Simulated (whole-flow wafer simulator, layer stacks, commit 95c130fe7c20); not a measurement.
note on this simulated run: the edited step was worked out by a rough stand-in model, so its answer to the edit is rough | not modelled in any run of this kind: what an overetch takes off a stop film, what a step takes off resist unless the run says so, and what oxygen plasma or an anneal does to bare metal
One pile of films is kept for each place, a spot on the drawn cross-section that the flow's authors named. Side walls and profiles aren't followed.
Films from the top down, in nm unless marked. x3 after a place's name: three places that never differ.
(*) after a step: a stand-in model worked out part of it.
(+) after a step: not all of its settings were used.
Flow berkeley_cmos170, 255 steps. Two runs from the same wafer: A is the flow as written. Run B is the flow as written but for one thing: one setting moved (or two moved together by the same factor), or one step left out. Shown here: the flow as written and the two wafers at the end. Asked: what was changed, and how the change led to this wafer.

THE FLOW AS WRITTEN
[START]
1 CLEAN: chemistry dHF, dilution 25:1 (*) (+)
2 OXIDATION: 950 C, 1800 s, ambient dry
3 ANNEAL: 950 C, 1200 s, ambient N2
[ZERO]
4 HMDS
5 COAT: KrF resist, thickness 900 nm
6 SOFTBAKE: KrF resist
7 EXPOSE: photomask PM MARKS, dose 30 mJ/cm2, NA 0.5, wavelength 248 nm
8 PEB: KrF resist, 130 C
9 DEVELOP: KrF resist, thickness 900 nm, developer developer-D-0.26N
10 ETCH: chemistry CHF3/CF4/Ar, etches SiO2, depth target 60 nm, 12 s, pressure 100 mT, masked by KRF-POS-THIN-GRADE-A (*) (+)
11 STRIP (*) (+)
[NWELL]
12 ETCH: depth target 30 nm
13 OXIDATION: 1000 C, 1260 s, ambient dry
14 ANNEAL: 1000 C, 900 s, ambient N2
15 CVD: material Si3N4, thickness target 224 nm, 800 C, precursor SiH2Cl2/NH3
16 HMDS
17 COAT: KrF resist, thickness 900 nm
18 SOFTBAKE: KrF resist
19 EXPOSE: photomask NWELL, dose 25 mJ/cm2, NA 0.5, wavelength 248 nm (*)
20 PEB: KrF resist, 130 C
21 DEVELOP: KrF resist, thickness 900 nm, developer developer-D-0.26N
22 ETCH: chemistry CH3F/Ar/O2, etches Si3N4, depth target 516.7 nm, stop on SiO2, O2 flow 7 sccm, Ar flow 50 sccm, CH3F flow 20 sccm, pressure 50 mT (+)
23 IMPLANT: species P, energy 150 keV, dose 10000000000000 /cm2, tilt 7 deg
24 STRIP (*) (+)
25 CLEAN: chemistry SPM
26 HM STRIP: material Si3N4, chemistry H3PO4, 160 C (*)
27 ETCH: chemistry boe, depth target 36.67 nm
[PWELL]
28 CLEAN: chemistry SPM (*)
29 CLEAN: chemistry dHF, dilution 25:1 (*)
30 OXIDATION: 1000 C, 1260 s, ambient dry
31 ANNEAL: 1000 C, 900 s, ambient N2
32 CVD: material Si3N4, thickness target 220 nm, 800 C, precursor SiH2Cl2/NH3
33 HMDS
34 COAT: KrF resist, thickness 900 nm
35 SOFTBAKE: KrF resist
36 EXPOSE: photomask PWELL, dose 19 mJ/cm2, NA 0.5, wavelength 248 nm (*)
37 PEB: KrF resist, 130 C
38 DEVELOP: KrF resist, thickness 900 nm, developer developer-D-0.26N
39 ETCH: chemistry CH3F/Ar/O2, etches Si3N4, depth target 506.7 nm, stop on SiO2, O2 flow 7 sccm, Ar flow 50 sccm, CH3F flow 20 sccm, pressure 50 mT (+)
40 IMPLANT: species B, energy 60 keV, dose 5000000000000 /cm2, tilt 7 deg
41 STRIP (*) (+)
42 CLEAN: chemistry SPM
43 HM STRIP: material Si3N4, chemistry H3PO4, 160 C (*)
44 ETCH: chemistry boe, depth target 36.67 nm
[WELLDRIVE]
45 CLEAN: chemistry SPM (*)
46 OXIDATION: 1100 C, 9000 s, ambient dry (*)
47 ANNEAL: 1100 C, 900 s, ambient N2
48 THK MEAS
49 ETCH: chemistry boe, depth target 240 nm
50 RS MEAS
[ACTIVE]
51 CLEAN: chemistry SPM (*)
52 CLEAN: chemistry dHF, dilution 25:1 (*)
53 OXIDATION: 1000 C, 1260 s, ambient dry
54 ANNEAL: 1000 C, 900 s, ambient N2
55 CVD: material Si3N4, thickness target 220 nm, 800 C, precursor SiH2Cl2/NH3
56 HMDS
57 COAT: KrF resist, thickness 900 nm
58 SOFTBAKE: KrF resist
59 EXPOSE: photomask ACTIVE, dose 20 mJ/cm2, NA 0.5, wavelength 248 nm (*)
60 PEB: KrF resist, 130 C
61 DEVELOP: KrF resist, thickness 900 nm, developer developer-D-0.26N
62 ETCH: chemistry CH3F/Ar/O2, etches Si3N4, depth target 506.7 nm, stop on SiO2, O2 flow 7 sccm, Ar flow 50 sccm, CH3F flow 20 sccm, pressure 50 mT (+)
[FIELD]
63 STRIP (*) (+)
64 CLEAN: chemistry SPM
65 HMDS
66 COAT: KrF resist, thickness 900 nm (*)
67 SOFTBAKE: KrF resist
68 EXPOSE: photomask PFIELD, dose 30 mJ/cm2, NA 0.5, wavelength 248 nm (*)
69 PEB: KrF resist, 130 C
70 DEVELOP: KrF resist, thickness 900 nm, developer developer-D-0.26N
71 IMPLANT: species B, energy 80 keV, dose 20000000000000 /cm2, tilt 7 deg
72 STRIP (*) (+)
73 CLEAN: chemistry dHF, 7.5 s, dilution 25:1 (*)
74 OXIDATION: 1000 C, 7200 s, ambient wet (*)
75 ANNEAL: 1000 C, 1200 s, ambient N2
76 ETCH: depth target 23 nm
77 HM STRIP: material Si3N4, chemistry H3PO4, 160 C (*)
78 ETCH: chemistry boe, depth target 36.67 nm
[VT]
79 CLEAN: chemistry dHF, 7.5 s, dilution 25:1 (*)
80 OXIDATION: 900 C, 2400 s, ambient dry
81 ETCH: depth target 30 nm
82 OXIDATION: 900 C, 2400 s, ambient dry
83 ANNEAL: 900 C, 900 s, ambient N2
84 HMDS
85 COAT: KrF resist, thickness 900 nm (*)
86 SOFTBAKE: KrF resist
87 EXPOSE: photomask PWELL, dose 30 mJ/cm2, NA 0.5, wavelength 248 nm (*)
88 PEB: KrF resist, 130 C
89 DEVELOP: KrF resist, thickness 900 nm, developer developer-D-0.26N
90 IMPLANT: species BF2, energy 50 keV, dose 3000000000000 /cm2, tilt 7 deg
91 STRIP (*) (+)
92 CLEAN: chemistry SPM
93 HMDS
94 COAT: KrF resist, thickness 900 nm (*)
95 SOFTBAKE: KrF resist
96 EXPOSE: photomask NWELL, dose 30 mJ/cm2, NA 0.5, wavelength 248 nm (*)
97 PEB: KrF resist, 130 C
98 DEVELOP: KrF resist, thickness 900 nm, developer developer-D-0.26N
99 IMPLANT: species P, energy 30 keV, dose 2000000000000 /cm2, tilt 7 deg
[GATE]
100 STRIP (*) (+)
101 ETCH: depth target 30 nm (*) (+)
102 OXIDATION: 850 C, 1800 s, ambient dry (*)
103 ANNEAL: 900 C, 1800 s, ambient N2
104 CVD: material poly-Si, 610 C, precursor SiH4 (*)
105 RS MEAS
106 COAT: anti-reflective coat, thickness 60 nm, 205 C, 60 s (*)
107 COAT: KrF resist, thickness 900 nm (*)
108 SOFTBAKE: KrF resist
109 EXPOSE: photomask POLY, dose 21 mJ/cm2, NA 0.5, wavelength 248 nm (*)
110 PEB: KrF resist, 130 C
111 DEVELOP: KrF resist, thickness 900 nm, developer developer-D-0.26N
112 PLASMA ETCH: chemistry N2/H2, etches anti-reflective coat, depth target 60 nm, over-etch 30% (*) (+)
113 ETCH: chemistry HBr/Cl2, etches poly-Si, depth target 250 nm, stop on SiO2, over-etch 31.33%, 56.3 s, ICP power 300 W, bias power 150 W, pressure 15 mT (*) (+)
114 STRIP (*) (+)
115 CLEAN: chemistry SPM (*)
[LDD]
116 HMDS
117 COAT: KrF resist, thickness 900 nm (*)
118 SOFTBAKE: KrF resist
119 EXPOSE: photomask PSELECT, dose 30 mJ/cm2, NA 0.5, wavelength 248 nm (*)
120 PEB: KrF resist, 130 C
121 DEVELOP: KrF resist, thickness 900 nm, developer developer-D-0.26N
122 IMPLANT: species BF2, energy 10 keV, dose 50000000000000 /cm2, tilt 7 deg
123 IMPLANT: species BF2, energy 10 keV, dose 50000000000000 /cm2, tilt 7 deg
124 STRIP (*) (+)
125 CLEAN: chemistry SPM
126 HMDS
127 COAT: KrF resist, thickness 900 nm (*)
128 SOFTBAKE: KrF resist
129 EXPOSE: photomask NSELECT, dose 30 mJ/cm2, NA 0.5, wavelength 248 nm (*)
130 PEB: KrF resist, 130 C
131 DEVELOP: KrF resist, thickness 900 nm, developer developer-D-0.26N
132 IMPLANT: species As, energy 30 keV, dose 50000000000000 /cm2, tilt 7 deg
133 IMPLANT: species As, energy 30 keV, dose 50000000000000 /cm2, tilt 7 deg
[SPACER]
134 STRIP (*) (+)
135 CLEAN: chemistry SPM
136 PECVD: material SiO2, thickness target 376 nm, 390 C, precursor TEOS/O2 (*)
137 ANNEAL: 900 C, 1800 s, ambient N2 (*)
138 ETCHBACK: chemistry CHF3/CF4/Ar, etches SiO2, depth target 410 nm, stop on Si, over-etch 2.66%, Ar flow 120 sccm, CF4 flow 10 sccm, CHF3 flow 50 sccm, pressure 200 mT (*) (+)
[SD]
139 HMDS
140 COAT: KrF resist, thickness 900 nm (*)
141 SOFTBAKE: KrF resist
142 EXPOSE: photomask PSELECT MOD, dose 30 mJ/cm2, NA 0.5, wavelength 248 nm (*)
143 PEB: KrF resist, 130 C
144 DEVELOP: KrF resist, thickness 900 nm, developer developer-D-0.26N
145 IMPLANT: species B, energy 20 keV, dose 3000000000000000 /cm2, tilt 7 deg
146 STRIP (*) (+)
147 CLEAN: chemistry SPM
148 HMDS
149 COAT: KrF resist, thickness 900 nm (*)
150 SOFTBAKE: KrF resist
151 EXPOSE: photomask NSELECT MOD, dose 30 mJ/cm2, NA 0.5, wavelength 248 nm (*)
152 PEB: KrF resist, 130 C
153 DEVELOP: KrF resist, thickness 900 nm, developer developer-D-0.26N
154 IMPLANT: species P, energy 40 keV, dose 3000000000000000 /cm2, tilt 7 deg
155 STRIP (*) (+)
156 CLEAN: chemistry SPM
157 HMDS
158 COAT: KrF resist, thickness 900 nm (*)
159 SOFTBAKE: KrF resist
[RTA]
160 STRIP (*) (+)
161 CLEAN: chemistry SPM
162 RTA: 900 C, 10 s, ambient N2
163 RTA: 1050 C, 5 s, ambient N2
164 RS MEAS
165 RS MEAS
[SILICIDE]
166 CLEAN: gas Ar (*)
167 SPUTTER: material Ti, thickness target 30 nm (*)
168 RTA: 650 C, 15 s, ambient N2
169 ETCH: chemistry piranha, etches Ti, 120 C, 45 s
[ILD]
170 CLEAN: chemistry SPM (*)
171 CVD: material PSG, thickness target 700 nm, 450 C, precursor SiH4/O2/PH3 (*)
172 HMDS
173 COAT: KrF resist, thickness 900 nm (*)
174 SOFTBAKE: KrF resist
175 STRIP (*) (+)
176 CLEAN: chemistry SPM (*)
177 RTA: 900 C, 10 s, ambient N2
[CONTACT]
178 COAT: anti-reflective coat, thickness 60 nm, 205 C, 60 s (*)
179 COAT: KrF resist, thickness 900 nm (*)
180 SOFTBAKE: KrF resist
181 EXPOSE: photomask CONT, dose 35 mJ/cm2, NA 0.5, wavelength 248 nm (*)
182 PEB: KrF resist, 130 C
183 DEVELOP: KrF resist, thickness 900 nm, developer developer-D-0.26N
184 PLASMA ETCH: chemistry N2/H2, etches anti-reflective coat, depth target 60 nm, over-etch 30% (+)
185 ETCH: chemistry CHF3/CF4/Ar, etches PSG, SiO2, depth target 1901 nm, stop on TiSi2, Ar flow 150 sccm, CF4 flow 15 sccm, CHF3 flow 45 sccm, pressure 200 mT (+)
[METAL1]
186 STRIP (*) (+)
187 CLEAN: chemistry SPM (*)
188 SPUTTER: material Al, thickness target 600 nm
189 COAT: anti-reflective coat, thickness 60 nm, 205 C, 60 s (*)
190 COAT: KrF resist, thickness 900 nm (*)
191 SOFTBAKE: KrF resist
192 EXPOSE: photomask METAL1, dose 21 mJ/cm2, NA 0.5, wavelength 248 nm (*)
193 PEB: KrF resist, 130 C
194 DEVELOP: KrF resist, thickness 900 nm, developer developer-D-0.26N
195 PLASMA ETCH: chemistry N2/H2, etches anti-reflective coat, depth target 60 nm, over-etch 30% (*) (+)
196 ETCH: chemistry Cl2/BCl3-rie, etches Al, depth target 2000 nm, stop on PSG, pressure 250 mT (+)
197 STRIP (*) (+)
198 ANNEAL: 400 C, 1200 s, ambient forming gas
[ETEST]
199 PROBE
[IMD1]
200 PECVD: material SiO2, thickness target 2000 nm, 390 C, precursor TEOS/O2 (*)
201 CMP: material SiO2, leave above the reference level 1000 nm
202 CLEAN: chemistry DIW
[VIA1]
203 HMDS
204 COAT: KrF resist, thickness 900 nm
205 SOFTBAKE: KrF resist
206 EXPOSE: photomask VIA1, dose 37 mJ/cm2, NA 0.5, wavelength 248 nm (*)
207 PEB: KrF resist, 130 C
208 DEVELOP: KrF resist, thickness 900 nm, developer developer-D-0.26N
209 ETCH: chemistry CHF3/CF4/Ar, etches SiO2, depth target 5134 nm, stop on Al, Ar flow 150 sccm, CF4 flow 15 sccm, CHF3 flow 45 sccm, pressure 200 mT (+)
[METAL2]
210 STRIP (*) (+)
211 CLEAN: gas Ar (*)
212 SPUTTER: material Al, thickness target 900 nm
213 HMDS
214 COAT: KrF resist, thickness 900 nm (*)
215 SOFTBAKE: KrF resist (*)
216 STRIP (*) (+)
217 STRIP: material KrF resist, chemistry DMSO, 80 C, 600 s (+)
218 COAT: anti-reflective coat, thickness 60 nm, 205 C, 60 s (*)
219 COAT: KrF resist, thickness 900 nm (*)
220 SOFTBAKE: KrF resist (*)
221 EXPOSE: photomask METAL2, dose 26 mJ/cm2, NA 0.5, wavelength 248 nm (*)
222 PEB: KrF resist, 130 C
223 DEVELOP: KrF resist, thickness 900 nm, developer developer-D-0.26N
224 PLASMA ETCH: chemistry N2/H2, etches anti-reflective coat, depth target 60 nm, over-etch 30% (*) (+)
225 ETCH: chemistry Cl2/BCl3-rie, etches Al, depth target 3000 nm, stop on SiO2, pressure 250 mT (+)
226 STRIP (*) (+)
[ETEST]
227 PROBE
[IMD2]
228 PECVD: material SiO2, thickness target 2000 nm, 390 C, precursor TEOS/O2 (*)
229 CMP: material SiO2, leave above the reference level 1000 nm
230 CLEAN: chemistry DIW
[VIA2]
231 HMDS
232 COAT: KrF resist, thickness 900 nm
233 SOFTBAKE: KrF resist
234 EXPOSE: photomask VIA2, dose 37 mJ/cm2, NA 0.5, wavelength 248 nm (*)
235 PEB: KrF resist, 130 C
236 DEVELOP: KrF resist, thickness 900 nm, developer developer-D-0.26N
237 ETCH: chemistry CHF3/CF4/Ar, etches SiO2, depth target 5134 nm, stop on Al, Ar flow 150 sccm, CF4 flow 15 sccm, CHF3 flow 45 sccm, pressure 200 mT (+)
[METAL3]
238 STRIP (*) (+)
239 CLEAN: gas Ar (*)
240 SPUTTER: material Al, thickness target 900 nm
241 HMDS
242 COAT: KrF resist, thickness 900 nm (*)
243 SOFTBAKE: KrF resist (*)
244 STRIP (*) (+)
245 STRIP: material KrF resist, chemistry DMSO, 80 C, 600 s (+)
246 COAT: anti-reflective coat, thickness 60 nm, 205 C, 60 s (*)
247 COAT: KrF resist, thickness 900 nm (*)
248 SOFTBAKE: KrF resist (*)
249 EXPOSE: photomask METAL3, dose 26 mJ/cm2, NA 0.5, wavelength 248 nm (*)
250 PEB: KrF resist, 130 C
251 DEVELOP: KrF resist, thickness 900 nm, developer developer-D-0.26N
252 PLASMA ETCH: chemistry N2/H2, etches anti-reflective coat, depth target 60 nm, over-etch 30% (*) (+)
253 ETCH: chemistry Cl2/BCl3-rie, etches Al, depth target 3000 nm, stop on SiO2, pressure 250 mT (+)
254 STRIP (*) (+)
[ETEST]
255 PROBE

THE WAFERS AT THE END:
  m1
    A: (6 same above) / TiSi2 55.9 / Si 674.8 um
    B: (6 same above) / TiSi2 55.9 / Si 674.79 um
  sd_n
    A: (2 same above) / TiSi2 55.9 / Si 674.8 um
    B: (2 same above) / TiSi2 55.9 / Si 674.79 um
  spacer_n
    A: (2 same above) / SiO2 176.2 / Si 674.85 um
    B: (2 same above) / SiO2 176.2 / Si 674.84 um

The cause: step 46, OXIDATION: 10800 s was run, where the flow has 9000 s.

How the change led to this, step by step:
  46 OXIDATION: 1100 C, 9000 s, ambient dry (*)
      field, sd_n, spacer_n and 9 more: A SiO2 +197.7 (new film), chemical SiO2 -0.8 (all of it), Si -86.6 | B SiO2 +220.7 (new film), chemical SiO2 -0.8 (all of it), Si -96.8
  49 ETCH: chemistry boe, depth target 240 nm
      field, sd_n, spacer_n and 9 more: A SiO2 -197.7 (all of it) | B SiO2 -220.7 (all of it)
